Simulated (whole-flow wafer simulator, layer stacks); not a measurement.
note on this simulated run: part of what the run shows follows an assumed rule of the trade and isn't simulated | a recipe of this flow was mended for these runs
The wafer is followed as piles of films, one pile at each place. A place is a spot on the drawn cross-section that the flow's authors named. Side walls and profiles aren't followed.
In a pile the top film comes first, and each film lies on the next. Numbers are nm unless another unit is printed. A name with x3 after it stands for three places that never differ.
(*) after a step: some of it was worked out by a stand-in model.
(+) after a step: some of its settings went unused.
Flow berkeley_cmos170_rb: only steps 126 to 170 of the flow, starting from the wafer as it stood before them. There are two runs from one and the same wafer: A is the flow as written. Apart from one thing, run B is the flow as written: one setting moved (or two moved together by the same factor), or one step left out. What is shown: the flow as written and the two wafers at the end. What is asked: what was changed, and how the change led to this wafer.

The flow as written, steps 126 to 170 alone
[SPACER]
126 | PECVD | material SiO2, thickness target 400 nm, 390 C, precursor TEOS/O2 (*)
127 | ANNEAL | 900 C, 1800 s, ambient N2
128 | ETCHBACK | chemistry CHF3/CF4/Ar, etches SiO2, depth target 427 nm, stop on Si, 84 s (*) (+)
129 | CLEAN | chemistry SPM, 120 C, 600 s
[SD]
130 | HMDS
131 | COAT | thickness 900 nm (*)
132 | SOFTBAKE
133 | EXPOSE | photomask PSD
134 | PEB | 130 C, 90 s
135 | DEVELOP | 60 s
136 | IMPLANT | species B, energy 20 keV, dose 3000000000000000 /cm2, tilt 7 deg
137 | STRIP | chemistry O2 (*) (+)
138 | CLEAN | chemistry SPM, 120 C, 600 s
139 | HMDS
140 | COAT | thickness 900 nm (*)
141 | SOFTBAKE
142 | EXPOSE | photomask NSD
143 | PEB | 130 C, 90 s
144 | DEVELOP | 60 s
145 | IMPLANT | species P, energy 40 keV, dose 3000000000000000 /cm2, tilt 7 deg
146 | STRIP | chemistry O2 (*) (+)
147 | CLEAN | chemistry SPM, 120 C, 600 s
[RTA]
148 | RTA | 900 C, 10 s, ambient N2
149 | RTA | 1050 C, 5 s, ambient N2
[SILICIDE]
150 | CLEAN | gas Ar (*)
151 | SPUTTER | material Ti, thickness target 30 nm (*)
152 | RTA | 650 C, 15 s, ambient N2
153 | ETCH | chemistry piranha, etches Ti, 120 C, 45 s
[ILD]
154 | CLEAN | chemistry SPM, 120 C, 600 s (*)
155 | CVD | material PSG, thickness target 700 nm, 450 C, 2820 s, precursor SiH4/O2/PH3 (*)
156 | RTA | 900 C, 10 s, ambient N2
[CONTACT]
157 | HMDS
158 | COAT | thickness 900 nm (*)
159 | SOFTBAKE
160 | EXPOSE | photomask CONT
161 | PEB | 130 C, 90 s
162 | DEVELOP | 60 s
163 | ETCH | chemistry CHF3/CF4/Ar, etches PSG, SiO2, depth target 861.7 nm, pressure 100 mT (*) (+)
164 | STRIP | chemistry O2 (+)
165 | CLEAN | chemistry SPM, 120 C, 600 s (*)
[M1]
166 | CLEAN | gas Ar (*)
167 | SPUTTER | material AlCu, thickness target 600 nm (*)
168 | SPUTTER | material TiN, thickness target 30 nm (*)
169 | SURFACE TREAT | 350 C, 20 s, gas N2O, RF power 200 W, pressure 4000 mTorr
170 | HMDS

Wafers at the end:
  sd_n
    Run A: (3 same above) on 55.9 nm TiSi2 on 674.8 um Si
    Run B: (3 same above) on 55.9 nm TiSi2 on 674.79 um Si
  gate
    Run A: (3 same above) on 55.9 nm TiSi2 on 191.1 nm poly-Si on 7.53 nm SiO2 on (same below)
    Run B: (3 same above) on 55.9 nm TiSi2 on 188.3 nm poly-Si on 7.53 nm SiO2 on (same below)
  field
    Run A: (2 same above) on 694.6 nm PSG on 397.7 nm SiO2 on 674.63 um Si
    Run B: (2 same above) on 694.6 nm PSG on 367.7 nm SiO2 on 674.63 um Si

The reason: step 126, PECVD: thickness target 370 nm was run, though the flow has thickness target 400 nm.

How this came from the change, step by step:
  126 | PECVD | material SiO2, thickness target 400 nm, 390 C, precursor TEOS/O2 (*)
      field, sd_n, contact, m1: A +400 SiO2 | B +370 SiO2
      spacer_n, sd_p, spacer_p: A +385.3 SiO2 | B +356.5 SiO2
      (as well as at 2 more places)
  128 | ETCHBACK | chemistry CHF3/CF4/Ar, etches SiO2, depth target 427 nm, stop on Si, 84 s (*) (+)
      gate, gate_p: A -400 SiO2 (all of it), -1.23 chemical SiO2 (all of it), -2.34 poly-Si | B -370 SiO2 (all of it), -1.23 chemical SiO2 (all of it), -5.07 poly-Si
      sd_n: A -406 SiO2 (all of it), -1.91 Si | B -376 SiO2 (all of it), -4.63 Si
      (as well as at 3 more places)
  152 | RTA | 650 C, 15 s, ambient N2
      sd_p: A -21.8 Ti, +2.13 TiSi first (new film), +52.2 TiSi2 C49 (new film), -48 Si | B -22.1 Ti, +2.91 TiSi first (new film), +51.8 TiSi2 C49 (new film), -48.2 Si
  156 | RTA | 900 C, 10 s, ambient N2
      sd_p: A under 1 film: +52 TiSi2 (new film), -2.02 TiSi first (all of it), -52.2 TiSi2 C49 (all of it), -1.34 Si | B under 1 film: +52.8 TiSi2 (new film), -2.81 TiSi first (all of it), -51.8 TiSi2 C49 (all of it), -1.86 Si
  158 | COAT | thickness 900 nm (*)
      gate: A +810 KrF-resist (new film) | B +790.4 KrF-resist (new film)
      sd_p: A +1055.8 KrF-resist (new film) | B +1033.6 KrF-resist (new film)
      (as well as at 1 more place)
  164 | STRIP | chemistry O2 (+)
      sd_n: A -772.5 KrF-resist (all of it) | B -755.5 KrF-resist (all of it)
      gate: A -577.9 KrF-resist (all of it) | B -558.3 KrF-resist (all of it)
      (as well as at 2 more places)
  167 | SPUTTER | material AlCu, thickness target 600 nm (*)
      sd_p: A +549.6 AlCu (new film) | B +564.5 AlCu (new film)
  168 | SPUTTER | material TiN, thickness target 30 nm (*)
      sd_p: A +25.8 TiN (new film) | B +26.6 TiN (new film)
